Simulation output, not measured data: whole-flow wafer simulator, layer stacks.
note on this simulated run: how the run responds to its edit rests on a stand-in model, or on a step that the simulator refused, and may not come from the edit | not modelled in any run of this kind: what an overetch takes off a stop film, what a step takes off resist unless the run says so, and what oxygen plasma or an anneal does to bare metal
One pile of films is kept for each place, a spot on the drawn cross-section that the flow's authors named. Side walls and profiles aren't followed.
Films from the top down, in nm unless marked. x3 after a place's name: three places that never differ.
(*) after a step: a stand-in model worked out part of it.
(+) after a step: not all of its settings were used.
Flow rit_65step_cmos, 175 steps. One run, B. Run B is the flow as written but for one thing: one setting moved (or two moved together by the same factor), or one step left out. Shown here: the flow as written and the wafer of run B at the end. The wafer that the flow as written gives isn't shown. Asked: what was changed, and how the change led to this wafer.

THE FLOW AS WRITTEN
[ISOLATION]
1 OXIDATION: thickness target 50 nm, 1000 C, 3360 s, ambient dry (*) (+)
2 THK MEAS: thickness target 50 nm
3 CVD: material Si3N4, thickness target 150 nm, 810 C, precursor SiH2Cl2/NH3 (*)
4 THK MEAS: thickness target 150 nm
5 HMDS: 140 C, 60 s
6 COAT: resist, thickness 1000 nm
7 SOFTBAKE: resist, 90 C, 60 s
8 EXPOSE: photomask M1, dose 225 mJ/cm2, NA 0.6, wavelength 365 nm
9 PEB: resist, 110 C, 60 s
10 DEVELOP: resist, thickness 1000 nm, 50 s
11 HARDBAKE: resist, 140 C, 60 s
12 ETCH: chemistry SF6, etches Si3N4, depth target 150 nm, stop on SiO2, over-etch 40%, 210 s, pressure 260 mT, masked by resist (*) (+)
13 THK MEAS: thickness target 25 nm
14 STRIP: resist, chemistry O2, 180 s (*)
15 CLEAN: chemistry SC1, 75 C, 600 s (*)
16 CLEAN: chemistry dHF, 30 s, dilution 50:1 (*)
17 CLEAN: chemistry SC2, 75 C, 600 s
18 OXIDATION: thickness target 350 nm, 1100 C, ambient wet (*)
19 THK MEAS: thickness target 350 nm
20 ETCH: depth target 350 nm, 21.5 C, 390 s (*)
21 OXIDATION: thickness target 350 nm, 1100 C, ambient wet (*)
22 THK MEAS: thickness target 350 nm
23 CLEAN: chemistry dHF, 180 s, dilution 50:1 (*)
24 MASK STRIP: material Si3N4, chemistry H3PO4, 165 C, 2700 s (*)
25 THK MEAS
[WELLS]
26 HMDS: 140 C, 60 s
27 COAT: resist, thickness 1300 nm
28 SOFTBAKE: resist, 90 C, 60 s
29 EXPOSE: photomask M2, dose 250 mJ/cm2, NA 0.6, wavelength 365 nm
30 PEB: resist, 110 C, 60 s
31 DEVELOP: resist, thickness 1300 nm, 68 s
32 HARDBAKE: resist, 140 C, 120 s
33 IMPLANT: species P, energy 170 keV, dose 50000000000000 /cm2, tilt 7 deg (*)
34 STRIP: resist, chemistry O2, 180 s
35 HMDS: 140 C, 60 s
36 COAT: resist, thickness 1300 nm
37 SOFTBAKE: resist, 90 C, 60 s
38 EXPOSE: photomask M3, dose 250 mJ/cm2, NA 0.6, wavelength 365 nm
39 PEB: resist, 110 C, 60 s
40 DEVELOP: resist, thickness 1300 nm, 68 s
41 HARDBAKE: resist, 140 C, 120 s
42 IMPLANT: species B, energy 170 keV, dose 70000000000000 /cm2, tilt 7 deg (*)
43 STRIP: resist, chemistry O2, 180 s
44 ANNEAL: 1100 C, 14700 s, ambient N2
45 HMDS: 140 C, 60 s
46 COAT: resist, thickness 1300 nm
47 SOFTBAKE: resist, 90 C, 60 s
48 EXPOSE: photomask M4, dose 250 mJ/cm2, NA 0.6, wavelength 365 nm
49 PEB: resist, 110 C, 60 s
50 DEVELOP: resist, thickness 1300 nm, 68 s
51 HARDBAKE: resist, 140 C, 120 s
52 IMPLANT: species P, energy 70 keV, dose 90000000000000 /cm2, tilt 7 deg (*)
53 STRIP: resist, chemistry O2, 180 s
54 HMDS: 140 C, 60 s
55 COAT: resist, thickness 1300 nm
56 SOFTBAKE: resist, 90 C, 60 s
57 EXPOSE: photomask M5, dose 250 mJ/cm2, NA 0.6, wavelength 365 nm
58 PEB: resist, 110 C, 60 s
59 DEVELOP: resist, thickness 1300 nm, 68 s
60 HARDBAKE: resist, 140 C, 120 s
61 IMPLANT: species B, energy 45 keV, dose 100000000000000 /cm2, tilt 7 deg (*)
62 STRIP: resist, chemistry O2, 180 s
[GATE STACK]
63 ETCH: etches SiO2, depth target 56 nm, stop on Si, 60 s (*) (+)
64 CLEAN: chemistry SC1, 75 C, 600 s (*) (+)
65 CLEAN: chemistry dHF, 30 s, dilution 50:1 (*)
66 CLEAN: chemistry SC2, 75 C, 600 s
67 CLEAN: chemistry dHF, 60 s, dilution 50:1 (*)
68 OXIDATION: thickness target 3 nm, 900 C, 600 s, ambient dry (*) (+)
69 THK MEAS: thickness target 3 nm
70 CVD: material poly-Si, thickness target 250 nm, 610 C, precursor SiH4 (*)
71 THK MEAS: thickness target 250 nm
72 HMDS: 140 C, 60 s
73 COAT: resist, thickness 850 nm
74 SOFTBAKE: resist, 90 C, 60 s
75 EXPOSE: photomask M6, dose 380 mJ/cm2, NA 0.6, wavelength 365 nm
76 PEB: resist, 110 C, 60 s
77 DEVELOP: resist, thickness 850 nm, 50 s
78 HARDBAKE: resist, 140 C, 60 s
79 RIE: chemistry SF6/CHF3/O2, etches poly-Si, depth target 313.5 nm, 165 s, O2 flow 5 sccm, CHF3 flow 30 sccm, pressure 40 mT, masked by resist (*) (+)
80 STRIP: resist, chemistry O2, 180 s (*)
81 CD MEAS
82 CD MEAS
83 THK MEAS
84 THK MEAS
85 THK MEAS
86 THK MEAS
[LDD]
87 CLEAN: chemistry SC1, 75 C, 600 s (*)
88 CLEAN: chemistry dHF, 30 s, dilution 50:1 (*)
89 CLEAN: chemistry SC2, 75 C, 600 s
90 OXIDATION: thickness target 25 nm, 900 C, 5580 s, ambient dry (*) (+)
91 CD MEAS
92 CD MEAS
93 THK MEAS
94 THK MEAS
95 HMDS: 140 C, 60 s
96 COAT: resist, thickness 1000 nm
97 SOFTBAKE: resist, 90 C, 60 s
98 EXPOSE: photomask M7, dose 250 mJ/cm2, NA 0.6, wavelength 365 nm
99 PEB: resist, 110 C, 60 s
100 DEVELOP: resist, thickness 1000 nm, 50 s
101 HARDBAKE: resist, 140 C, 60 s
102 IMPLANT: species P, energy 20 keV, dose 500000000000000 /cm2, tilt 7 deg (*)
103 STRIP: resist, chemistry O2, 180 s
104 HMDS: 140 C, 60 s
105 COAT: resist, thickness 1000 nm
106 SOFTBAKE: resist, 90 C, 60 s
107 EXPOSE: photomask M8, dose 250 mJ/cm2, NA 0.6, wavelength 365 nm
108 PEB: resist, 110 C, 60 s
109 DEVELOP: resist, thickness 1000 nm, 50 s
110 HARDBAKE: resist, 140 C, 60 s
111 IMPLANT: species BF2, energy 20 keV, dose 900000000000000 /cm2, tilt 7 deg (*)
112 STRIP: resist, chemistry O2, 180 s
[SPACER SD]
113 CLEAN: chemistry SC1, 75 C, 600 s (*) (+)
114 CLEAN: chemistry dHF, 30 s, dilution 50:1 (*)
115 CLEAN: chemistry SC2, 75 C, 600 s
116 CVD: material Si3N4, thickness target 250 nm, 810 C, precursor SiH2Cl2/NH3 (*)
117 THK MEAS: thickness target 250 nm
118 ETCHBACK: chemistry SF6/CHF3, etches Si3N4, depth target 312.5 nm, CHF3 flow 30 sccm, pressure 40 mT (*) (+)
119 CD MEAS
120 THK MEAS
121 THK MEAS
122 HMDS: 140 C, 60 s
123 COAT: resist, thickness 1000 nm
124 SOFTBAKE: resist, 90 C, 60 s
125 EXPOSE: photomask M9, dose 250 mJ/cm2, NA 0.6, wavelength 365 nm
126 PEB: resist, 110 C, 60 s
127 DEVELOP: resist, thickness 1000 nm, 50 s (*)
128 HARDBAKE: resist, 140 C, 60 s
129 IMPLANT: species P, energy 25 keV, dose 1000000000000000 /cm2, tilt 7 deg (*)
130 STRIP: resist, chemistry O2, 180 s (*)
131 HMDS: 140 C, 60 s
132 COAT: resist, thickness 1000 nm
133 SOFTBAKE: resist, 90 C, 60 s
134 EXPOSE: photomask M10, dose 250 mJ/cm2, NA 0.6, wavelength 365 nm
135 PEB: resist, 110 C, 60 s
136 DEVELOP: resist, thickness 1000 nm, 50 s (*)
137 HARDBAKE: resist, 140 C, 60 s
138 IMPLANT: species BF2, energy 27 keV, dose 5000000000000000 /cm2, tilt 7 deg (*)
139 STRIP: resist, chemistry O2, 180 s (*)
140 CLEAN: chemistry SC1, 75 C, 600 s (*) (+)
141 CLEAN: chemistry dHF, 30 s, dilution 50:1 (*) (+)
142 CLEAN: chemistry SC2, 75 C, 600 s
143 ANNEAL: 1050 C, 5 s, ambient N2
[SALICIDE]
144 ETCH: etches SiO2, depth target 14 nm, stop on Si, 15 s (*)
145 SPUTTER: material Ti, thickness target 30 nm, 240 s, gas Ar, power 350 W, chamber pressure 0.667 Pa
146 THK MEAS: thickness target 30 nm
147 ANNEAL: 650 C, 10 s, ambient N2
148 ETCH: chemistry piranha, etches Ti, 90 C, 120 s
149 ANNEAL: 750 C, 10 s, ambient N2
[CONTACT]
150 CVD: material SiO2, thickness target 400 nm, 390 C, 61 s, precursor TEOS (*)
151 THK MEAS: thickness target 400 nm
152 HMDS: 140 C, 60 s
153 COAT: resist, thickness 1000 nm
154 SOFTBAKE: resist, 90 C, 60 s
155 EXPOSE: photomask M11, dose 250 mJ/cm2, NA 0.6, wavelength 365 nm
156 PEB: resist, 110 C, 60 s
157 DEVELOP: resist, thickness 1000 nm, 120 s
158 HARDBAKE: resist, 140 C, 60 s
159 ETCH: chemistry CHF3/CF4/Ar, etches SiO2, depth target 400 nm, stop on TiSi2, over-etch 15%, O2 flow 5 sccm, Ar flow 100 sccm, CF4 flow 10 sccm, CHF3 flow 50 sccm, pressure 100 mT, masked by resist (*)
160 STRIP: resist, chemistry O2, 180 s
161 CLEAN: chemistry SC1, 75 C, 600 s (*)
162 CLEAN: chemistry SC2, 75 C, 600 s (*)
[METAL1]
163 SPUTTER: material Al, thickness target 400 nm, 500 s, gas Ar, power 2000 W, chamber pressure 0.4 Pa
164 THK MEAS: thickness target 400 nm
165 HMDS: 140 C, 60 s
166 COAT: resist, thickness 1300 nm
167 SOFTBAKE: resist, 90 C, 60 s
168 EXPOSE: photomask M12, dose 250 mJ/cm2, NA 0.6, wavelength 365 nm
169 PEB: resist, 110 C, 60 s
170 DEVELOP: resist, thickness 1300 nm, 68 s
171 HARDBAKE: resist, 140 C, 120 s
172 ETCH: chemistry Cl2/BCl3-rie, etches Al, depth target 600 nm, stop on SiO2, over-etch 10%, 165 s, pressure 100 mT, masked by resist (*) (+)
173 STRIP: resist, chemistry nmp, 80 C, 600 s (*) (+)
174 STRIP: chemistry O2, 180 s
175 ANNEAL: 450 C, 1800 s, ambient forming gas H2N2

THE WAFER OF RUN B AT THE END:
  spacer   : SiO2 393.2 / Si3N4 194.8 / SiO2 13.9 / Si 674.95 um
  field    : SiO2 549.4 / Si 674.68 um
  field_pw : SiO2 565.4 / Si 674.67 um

The cause: step 163, SPUTTER: thickness target 638 nm was run, where the flow has thickness target 400 nm; step 163, SPUTTER: 798 s was run, where the flow has 500 s.

How the change led to this, step by step:
  163 SPUTTER: material Al, thickness target 400 nm, 500 s, gas Ar, power 2000 W, chamber pressure 0.4 Pa
      field, field_pw, field_p, spacer, spacer_p: Al +638 (new film) (as written it would be: Al +400 (new film))
      gate_n, gate_p: Al +571.3 (new film) (as written it would be: Al +396 (new film))
      (and at 1 more place)
  166 COAT: resist, thickness 1300 nm
      gate_n: resist +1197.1 (new film) (as written it would be: resist +1131.7 (new film))
      gate_p: resist +1200.4 (new film) (as written it would be: resist +1135.6 (new film))
  169 PEB: resist, 110 C, 60 s
      gate_n: resist -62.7 (as written it would be: resist -59.1)
      gate_p: resist -62.9 (as written it would be: resist -59.3)
  170 DEVELOP: resist, thickness 1300 nm, 68 s
      gate_n: resist -1134.4 (all of it) (as written it would be: resist -1072.6 (all of it))
      gate_p: resist -1137.5 (all of it) (as written it would be: resist -1076.3 (all of it))
  172 ETCH: chemistry Cl2/BCl3-rie, etches Al, depth target 600 nm, stop on SiO2, over-etch 10%, 165 s, pressure 100 mT, masked by resist (*) (+)
      field, field_pw, field_p, spacer, spacer_p: Al -638 (all of it), SiO2 -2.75 (as written it would be: Al -400 (all of it), SiO2 -32.5)
      gate_n, gate_p: Al -571.3 (all of it), SiO2 -11.1 (as written it would be: Al -396 (all of it), SiO2 -33)
      (and at 1 more place)
